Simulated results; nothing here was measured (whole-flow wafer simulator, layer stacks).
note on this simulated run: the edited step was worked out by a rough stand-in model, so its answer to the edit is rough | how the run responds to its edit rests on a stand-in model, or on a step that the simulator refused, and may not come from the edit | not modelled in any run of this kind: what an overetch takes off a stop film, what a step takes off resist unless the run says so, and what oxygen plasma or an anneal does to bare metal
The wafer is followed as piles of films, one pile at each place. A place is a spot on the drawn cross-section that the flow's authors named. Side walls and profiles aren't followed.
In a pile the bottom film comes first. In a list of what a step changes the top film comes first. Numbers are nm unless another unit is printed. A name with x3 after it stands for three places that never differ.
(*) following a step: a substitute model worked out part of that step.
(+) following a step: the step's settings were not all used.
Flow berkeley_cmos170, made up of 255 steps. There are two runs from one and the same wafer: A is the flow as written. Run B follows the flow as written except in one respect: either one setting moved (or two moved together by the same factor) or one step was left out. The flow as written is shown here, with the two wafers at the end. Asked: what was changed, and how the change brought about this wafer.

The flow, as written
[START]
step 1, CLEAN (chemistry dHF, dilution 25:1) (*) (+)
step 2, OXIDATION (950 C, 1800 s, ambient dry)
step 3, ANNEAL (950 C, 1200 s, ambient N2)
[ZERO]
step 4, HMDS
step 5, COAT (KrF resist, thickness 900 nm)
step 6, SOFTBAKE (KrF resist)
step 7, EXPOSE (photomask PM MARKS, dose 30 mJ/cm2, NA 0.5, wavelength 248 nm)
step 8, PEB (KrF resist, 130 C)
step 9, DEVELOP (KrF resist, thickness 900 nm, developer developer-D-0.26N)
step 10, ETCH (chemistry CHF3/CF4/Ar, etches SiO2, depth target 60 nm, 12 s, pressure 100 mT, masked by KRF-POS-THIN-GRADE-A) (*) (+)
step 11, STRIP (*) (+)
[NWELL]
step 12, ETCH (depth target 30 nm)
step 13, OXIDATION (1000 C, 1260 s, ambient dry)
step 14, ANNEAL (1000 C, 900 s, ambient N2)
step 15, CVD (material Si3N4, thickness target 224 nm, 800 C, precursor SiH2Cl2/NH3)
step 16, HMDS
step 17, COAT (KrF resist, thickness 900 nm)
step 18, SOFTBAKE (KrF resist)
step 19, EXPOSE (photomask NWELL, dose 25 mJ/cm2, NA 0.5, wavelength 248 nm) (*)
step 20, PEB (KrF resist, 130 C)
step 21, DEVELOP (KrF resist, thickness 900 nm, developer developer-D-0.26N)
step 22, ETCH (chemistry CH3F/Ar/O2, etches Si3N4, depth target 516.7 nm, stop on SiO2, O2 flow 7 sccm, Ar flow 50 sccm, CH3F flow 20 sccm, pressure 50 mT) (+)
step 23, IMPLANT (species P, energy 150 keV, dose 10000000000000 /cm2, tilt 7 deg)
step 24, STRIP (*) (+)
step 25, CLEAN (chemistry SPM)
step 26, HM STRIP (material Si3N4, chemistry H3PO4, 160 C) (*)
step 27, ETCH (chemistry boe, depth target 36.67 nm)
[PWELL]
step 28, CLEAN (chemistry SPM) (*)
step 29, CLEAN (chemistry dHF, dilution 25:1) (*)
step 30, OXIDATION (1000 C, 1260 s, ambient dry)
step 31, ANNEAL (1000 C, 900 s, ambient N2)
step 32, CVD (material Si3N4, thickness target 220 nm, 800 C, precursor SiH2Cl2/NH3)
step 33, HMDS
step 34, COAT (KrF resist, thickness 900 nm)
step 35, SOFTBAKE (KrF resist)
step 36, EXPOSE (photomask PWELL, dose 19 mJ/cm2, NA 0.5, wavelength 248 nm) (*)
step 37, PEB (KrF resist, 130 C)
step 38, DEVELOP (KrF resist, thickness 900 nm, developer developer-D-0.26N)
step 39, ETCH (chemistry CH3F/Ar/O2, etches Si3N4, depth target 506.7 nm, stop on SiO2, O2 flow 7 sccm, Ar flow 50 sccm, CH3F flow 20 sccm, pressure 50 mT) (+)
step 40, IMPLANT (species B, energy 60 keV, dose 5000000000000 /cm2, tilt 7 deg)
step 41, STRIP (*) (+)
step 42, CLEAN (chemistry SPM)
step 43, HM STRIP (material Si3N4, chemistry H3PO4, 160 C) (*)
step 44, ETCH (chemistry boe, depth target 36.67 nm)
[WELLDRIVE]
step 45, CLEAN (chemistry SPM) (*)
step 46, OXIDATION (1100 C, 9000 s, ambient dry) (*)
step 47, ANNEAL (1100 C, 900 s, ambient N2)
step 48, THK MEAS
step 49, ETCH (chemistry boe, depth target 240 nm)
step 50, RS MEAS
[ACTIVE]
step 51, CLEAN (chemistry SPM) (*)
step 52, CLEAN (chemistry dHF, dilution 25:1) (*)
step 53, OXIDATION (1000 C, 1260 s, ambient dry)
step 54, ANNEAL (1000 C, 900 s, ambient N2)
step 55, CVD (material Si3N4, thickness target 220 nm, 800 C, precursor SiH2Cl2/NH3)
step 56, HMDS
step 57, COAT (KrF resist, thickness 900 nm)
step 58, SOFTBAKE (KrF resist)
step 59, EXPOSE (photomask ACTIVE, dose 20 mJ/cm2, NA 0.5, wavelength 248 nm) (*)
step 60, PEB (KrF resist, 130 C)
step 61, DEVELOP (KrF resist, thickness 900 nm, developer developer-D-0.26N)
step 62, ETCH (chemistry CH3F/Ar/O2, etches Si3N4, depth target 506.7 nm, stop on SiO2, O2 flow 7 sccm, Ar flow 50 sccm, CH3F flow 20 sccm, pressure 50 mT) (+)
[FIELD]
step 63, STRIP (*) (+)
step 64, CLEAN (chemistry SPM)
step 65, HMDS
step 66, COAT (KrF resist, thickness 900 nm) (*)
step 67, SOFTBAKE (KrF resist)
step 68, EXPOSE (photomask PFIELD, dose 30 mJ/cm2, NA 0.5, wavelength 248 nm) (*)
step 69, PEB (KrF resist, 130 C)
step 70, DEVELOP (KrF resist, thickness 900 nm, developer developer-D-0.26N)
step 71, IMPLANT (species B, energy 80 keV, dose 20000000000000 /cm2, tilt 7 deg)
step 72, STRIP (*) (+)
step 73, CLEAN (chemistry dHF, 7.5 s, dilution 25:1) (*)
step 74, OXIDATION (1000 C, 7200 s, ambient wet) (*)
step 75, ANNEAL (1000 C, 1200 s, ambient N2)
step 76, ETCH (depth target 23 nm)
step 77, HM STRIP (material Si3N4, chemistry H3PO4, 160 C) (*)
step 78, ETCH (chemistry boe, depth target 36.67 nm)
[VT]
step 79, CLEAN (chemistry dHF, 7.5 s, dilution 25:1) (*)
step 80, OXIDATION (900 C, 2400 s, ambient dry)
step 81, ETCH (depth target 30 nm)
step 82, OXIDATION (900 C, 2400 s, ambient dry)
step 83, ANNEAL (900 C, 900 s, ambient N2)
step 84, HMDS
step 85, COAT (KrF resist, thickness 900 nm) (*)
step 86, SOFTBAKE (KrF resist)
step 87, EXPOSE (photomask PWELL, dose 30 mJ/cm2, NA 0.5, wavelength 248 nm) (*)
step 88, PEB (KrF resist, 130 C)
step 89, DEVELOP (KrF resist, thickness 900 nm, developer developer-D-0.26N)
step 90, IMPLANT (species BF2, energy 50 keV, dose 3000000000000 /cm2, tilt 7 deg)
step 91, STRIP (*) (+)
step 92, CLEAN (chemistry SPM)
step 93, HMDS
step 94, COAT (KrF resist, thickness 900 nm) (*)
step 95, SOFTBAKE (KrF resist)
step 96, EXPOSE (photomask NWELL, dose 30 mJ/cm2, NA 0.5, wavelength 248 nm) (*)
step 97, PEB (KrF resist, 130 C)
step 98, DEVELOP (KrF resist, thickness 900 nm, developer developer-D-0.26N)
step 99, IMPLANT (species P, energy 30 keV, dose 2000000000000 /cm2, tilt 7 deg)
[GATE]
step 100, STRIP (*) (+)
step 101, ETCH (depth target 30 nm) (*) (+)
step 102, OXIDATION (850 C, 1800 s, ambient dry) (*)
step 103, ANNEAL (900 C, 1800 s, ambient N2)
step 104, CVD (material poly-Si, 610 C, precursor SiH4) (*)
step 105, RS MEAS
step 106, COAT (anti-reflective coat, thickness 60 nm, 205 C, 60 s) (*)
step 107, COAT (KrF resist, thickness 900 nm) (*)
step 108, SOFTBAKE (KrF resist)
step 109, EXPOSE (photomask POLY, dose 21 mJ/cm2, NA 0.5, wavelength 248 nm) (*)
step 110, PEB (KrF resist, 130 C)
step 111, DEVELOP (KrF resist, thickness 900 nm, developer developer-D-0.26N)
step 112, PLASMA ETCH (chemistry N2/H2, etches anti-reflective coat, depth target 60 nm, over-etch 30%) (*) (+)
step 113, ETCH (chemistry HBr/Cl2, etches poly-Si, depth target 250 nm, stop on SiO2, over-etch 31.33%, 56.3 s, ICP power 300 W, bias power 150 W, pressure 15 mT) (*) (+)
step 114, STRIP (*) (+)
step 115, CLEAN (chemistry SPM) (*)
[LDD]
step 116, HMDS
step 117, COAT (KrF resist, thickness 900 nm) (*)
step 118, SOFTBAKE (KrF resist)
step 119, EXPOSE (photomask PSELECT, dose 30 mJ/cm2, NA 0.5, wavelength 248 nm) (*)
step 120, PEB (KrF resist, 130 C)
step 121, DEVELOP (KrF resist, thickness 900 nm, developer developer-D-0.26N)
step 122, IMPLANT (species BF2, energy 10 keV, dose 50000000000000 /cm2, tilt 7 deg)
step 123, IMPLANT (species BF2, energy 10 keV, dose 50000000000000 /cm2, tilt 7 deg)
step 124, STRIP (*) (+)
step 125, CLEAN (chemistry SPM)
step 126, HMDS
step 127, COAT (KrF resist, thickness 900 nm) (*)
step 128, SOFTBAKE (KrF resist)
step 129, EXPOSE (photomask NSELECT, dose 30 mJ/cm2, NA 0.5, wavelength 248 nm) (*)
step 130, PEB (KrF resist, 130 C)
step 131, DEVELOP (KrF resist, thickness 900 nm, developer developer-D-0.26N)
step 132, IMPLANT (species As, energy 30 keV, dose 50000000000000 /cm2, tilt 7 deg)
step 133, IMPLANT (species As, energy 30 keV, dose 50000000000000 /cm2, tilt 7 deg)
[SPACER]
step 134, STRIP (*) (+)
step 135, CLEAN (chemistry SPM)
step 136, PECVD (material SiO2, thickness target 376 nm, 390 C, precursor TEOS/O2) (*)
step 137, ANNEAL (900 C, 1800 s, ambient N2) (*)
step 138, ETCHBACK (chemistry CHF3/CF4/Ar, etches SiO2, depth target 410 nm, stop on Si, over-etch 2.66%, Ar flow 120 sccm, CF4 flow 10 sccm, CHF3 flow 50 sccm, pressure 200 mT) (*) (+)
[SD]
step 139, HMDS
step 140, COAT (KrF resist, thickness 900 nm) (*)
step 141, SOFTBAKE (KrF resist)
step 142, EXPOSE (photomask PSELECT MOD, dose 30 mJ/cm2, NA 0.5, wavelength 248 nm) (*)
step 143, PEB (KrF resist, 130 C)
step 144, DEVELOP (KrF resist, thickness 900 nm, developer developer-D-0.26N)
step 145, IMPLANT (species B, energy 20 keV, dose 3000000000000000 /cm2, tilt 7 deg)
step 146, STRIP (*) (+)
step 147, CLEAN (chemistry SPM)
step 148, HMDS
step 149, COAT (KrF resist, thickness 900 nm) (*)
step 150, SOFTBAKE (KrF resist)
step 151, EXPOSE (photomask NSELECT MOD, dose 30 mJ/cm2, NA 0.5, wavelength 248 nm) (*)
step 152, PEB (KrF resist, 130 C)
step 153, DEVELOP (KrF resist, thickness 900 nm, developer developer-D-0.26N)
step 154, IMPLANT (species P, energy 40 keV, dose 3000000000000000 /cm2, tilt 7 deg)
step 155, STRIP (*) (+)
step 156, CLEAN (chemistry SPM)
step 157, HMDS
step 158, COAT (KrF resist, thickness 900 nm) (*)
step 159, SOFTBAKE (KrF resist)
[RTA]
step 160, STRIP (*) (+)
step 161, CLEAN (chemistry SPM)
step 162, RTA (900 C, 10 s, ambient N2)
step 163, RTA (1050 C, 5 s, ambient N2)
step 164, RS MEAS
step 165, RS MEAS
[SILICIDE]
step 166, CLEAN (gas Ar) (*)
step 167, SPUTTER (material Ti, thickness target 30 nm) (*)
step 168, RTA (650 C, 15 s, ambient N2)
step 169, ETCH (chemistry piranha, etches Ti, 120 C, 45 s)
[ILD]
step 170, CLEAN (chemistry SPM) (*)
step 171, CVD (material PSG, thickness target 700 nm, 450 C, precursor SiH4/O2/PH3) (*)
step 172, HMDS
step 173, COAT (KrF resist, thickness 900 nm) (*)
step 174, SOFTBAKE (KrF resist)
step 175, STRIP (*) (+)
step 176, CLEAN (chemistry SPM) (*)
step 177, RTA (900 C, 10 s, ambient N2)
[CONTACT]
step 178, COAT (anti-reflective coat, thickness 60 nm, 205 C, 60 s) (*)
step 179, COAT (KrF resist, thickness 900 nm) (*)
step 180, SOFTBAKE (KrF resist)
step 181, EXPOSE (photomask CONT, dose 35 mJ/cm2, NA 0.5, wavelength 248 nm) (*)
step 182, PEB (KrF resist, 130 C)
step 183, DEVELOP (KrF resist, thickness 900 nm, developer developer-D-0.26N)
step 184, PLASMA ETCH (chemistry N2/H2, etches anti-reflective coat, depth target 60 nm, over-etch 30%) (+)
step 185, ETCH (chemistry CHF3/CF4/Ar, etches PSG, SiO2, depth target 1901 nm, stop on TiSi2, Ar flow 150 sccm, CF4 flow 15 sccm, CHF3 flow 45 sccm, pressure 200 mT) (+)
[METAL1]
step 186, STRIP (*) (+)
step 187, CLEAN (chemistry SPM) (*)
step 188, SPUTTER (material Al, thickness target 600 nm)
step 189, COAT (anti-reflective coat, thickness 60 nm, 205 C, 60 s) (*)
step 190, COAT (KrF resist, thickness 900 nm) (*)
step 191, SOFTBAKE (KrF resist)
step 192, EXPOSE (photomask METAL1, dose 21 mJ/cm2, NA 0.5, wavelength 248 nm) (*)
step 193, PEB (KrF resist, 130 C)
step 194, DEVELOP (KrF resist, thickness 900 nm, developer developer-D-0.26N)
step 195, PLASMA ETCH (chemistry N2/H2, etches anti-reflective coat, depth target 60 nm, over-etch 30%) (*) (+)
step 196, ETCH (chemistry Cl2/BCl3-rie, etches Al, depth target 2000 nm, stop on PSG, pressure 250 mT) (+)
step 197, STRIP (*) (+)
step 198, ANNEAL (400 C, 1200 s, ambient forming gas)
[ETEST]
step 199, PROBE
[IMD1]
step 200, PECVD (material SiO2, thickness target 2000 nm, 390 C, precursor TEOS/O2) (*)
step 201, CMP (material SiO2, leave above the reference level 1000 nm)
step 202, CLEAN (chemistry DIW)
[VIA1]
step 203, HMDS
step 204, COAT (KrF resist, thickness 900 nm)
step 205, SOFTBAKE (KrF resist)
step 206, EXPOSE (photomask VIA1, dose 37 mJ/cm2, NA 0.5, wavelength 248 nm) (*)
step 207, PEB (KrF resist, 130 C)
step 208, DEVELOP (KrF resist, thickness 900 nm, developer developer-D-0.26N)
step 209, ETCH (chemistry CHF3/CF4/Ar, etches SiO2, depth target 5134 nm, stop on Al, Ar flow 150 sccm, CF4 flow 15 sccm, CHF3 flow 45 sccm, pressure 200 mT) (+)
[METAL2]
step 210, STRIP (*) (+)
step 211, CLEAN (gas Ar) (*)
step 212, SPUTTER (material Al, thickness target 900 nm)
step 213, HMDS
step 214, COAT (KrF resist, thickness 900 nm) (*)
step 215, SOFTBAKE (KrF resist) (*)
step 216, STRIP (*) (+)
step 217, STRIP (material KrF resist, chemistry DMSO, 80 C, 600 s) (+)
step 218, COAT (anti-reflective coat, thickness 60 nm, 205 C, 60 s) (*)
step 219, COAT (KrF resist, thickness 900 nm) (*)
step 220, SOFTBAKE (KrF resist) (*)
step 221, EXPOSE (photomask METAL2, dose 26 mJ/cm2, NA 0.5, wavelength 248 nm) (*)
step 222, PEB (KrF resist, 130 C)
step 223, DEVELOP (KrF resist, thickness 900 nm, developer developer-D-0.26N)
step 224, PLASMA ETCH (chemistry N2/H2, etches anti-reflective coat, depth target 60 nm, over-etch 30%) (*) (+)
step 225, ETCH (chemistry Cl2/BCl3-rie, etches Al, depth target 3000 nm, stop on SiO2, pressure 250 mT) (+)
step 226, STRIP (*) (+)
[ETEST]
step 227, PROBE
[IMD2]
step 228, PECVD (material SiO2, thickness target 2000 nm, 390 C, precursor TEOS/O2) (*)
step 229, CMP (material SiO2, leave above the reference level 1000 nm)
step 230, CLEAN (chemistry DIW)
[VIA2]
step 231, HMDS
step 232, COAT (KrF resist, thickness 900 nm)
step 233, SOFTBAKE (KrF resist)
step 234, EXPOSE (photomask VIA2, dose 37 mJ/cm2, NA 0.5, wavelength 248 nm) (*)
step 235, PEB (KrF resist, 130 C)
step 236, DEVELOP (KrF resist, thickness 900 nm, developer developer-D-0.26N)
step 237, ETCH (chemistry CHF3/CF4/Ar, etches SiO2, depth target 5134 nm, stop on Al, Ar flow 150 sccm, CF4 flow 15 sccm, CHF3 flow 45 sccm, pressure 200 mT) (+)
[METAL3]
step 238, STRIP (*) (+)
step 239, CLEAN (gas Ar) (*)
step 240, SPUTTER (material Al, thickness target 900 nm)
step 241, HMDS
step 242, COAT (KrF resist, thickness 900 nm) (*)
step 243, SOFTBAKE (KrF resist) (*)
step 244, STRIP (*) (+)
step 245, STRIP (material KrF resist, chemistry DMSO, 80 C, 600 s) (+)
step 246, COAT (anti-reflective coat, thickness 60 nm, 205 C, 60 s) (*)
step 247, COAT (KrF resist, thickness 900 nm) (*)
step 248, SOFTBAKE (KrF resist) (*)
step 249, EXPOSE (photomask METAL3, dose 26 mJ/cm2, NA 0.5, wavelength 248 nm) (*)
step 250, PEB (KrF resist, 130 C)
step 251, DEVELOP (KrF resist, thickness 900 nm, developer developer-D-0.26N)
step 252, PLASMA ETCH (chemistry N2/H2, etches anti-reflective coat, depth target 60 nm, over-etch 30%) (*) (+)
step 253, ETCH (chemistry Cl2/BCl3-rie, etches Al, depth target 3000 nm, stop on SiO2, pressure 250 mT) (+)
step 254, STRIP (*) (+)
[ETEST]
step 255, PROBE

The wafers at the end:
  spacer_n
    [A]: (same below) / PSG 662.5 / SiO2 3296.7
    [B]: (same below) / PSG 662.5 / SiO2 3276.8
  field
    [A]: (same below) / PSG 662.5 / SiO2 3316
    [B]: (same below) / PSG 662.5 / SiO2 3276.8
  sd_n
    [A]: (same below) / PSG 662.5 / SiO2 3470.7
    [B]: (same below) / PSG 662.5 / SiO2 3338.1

What caused this: step 200, PECVD: thickness target 1400 nm was run, whereas the flow has thickness target 2000 nm.

The path from the change to this, step by step:
  step 200, PECVD (material SiO2, thickness target 2000 nm, 390 C, precursor TEOS/O2) (*)
      field, sd_n, spacer_n and 7 more: A +2000 SiO2 (new film) | B +1400 SiO2 (new film)
      sd_p: A +1976.3 SiO2 (new film) | B +1384.3 SiO2 (new film)
      (also at 1 further place)
  step 201, CMP (material SiO2, leave above the reference level 1000 nm)
      spacer_n, spacer_p: A -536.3 SiO2 | B nothing
      gate_n, gate_p: A -577.1 SiO2 | B nothing
      (also at 8 further places)
  step 204, COAT (KrF resist, thickness 900 nm)
      sd_n: A +900 KrF resist (new film) | B +1036.3 KrF resist (new film)
      spacer_n: A +900 KrF resist (new film) | B +870.3 KrF resist (new film)
      (also at 9 further places)
  step 207, PEB (KrF resist, 130 C)
      contact: A -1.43 KrF resist | B -2.41 KrF resist
  step 208, DEVELOP (KrF resist, thickness 900 nm, developer developer-D-0.26N)
      via1: A -898.6 KrF resist (all of it) | B -863.5 KrF resist (all of it)
  step 210, STRIP (*) (+)
      sd_n: A -608.9 KrF resist (all of it) | B -745 KrF resist (all of it)
      spacer_n: A -608.9 KrF resist (all of it) | B -579.3 KrF resist (all of it)
      (also at 8 further places)
  step 212, SPUTTER (material Al, thickness target 900 nm)
      sd_p: A +900 Al (new film) | B +861.9 Al (new film)
      contact: A +900 Al (new film) | B +774.6 Al (new film)
  step 214, COAT (KrF resist, thickness 900 nm) (*)
      sd_n: A +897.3 KrF resist (new film) | B +1052.6 KrF resist (new film)
      spacer_n: A +899.9 KrF resist (new film) | B +870.2 KrF resist (new film)
      (also at 8 further places)
  step 216, STRIP (*) (+)
      sd_n: A -897.3 KrF resist (all of it) | B -1052.6 KrF resist (all of it)
      spacer_n: A -899.9 KrF resist (all of it) | B -870.2 KrF resist (all of it)
      (also at 8 further places)
  step 218, COAT (anti-reflective coat, thickness 60 nm, 205 C, 60 s) (*)
      field: A +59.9 anti-reflective coat (new film) | B +42.4 anti-reflective coat (new film)
      sd_n: A +64.1 anti-reflective coat (new film) | B +109.5 anti-reflective coat (new film)
      (also at 9 further places)
  step 219, COAT (KrF resist, thickness 900 nm) (*)
      field: A +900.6 KrF resist (new film) | B +877.7 KrF resist (new film)
      sd_n: A +893.5 KrF resist (new film) | B +947.7 KrF resist (new film)
      (also at 10 further places)
  step 223, DEVELOP (KrF resist, thickness 900 nm, developer developer-D-0.26N)
      field: A -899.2 KrF resist (all of it) | B -876.3 KrF resist (all of it)
      sd_n: A -892.1 KrF resist (all of it) | B -946.2 KrF resist (all of it)
      (also at 5 further places)
  step 224, PLASMA ETCH (chemistry N2/H2, etches anti-reflective coat, depth target 60 nm, over-etch 30%) (*) (+)
      contact, m1, via1, m2, via2: A -46.3 KrF resist | B -79.1 KrF resist
      field: A -59.9 anti-reflective coat (all of it) | B -42.4 anti-reflective coat (all of it)
      (also at 6 further places)
  step 225, ETCH (chemistry Cl2/BCl3-rie, etches Al, depth target 3000 nm, stop on SiO2, pressure 250 mT) (+)
      sd_n: A -900 Al (all of it), -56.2 SiO2 | B -883.4 Al (all of it), -58.3 SiO2
      sd_p: A -900 Al (all of it), -56.2 SiO2 | B -861.9 Al (all of it), -61 SiO2
  step 226, STRIP (*) (+)
      contact: A -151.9 KrF resist (all of it), -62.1 anti-reflective coat (all of it) | B -263.3 KrF resist (all of it), -480.9 anti-reflective coat (all of it)
      m1: A -162.4 KrF resist (all of it), -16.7 anti-reflective coat (all of it) | B -75.7 KrF resist (all of it), -17.3 anti-reflective coat (all of it)
      (also at 3 further places)
  step 228, PECVD (material SiO2, thickness target 2000 nm, 390 C, precursor TEOS/O2) (*)
      sd_n: A +2000 SiO2 | B +2064.6 SiO2
  ... another 12 steps ...
  step 254, STRIP (*) (+)
      contact: A -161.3 KrF resist (all of it), -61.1 anti-reflective coat (all of it) | B -47.6 KrF resist (all of it), -55.1 anti-reflective coat (all of it)
      m1: A -158.8 KrF resist (all of it), -41 anti-reflective coat (all of it) | B -48.4 KrF resist (all of it), -38.9 anti-reflective coat (all of it)
      (also at 3 further places)
